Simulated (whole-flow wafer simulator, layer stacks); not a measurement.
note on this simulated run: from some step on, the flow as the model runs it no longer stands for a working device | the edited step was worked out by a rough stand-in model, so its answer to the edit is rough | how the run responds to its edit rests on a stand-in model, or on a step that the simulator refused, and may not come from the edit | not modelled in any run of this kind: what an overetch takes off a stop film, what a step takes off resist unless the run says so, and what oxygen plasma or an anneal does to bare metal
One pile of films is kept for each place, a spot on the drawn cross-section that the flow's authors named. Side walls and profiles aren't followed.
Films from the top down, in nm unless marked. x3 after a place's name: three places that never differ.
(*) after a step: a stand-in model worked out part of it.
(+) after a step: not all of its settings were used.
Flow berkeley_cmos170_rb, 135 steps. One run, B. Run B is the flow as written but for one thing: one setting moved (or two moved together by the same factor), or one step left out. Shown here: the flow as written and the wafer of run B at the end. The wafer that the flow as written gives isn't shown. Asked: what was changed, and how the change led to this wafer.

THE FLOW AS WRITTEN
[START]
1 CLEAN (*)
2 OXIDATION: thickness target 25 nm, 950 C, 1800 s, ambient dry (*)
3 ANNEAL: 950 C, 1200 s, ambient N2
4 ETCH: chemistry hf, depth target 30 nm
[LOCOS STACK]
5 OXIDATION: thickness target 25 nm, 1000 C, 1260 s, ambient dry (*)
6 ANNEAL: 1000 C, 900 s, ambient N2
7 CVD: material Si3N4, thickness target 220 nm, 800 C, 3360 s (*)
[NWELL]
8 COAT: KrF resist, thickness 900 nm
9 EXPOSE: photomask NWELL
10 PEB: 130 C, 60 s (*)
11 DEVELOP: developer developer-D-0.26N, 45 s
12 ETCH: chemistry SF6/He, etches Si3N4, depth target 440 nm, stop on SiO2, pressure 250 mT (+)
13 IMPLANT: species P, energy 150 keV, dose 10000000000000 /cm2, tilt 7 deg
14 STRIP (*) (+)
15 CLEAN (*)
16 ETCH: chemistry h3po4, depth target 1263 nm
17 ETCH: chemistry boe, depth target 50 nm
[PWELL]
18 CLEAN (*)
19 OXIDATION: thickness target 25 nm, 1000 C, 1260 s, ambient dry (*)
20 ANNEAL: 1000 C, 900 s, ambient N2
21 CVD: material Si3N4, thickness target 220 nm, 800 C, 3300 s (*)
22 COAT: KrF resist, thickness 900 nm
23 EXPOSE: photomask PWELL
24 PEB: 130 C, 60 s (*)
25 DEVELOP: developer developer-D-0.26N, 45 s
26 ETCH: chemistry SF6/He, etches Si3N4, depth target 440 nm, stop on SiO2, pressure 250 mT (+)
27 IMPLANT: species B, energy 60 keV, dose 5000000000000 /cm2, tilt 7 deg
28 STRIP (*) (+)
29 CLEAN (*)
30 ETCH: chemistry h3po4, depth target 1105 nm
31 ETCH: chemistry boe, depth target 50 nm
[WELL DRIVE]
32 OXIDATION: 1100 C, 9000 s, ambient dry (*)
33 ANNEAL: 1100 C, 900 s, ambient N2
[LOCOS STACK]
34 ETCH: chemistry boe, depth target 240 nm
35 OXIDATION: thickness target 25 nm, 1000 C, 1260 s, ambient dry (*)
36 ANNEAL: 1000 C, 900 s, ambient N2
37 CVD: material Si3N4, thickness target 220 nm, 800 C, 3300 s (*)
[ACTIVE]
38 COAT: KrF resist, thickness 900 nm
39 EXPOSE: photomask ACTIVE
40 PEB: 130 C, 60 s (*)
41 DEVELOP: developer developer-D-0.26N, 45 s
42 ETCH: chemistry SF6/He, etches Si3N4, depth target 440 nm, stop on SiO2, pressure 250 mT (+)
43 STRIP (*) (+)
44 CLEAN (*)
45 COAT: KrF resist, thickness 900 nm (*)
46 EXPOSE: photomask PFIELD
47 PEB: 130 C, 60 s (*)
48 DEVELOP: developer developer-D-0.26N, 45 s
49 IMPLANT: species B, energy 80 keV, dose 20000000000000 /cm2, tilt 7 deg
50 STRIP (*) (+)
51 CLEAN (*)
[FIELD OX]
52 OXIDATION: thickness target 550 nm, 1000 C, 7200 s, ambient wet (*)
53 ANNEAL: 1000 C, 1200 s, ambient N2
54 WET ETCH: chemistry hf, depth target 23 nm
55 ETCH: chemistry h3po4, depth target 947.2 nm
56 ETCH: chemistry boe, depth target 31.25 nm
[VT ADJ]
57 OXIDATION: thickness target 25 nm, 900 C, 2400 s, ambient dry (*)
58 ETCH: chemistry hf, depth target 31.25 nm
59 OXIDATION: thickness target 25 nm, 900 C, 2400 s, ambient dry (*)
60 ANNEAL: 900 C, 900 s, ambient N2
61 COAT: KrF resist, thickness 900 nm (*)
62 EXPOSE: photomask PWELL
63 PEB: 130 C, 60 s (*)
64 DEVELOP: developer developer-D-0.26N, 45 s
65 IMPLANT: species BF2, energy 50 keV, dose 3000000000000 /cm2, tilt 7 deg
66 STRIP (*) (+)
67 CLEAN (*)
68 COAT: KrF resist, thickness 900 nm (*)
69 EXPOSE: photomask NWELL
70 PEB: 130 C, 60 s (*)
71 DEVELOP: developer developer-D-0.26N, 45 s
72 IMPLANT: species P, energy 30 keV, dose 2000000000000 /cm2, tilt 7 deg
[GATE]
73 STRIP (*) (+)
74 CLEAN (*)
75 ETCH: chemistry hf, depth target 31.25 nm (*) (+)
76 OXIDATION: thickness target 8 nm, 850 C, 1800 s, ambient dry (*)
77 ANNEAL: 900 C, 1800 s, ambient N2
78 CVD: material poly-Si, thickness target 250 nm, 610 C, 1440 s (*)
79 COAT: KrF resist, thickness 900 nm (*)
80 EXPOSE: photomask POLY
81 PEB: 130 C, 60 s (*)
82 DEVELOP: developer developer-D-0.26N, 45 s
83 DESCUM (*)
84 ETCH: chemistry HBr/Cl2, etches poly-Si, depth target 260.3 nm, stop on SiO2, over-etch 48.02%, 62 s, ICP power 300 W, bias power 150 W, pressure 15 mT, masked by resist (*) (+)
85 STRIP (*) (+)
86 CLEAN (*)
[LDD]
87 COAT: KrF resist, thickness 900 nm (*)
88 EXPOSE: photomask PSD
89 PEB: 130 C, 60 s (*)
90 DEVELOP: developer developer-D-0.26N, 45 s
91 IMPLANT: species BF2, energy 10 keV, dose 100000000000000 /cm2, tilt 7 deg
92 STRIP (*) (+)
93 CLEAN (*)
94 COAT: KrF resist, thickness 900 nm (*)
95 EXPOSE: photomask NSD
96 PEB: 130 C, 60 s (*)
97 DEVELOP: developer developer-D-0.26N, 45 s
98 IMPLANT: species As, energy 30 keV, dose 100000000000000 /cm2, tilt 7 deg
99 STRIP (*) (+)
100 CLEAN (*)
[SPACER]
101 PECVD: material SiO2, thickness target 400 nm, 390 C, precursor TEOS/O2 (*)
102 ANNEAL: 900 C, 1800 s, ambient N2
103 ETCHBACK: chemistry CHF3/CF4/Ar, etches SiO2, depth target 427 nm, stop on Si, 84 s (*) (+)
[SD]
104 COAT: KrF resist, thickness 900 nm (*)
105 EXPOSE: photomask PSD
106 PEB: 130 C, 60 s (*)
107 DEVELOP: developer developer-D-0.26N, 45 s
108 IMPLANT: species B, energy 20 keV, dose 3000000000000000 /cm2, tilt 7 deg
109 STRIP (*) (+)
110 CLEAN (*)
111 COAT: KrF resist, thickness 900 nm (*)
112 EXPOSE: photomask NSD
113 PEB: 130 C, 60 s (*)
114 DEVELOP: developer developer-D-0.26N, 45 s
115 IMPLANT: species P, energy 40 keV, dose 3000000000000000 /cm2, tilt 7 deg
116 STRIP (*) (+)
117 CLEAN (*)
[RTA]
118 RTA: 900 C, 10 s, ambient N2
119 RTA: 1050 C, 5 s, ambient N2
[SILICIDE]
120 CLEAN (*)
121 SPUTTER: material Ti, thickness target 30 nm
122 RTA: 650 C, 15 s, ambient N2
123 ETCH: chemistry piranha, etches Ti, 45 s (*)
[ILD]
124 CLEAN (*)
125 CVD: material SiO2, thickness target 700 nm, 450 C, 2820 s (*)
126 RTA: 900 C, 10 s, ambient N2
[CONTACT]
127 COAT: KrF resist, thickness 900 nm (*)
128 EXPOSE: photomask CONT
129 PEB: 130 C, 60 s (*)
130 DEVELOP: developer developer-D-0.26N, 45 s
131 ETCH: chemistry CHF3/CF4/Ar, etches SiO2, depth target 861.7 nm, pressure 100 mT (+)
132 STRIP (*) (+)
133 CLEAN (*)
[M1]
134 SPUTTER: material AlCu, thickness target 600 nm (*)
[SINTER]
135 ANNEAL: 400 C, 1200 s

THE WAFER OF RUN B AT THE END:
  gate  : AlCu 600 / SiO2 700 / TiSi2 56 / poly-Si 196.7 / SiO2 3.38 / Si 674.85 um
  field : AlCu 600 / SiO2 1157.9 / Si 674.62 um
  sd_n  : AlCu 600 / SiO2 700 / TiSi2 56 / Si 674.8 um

The cause: step 76, OXIDATION: 765 C was run, where the flow has 850 C.

How the change led to this, step by step:
  76 OXIDATION: thickness target 8 nm, 850 C, 1800 s, ambient dry (*)
      sd_n, spacer_n, gate, sd_p, spacer_p, gate_p, contact, m1: SiO2 +3.38 (new film), Si -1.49 (as written it would be: SiO2 +7.53 (new film), Si -3.31)
